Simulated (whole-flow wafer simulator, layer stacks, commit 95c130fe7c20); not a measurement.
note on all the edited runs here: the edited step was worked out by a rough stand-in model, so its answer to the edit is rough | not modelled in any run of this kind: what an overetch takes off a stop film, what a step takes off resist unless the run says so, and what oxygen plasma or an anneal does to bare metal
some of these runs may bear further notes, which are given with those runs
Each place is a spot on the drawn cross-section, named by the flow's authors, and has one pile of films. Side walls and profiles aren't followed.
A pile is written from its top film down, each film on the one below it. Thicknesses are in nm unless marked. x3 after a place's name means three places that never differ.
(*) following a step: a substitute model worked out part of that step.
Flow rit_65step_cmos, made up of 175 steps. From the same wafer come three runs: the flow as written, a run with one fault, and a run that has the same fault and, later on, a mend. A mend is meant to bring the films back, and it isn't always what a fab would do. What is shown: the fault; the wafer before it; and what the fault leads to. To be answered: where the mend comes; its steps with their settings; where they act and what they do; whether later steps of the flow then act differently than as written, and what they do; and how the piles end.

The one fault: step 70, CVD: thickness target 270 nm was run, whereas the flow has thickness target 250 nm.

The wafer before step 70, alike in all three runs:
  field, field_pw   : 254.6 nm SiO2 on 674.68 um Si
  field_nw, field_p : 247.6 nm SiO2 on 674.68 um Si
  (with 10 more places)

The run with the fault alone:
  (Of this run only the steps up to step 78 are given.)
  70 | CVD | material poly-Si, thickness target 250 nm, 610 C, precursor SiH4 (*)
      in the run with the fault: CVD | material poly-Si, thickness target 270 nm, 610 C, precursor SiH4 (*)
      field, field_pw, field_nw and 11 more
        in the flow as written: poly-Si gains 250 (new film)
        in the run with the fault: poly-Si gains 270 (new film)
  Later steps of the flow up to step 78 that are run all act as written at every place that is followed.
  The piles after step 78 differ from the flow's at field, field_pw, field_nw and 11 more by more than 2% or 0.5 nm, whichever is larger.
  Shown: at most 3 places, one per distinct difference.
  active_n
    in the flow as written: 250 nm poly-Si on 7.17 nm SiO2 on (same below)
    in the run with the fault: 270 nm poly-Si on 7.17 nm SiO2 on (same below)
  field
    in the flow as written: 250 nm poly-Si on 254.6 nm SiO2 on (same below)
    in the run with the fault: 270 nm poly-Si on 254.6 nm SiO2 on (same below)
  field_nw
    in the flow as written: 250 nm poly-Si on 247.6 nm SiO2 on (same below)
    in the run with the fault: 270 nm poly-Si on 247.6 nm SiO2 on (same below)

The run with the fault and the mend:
  The mend follows step 71.
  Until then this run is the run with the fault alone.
  71a | ETCH | chemistry tmah, depth target 20 nm
      field, field_pw, field_nw and 11 more
        poly-Si loses 20
  Later steps of the flow that are run all act as written at every place that is followed.
  By the end, the piles equal the flow's at every place that both follow.
